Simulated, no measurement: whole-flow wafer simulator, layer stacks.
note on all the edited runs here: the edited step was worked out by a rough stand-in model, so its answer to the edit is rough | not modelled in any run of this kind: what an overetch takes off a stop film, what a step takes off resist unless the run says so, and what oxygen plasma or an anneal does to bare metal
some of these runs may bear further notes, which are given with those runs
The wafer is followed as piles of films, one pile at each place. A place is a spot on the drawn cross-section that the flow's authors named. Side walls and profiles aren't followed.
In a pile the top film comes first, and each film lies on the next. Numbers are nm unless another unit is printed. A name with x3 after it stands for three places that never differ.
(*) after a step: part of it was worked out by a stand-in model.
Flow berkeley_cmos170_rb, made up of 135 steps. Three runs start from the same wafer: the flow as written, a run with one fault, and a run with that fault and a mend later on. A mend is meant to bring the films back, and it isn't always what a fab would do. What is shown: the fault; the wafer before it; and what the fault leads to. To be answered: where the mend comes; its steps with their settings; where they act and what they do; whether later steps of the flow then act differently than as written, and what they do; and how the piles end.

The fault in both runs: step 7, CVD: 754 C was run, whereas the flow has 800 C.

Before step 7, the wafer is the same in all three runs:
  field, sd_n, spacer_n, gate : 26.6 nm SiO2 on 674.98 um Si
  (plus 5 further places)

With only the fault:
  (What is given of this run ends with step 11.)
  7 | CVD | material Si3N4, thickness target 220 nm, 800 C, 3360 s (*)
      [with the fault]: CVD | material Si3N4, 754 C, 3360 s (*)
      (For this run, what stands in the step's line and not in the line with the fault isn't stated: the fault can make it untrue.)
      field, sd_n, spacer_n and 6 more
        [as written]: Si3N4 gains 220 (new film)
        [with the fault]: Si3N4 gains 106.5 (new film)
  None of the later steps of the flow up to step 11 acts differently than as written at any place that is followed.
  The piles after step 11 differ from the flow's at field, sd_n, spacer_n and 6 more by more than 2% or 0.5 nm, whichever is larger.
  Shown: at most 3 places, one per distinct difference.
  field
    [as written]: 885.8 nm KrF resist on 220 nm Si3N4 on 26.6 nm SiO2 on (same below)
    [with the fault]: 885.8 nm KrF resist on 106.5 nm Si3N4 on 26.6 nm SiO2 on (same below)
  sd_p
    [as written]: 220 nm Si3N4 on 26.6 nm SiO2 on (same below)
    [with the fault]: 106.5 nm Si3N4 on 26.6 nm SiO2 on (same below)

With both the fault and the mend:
  After step 7 comes the mend.
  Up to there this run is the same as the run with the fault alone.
  7a | ETCH | chemistry h3po4, depth target 122.5 nm
      field, sd_n, spacer_n and 6 more
        Si3N4 loses 106.5 (all of it)
  7b | CLEAN (*) (a further turn of the flow's step 1)
      does not change any film at any place that is followed
  7c | CVD | material Si3N4, thickness target 220 nm, 800 C, 3360 s (*) (a further turn of the flow's step 7)
      field, sd_n, spacer_n and 6 more
        Si3N4 gains 220 (new film)
  None of the later steps of the flow acts differently than as written at any place that is followed.
  At every place that both follow, the piles at the end match the flow's.
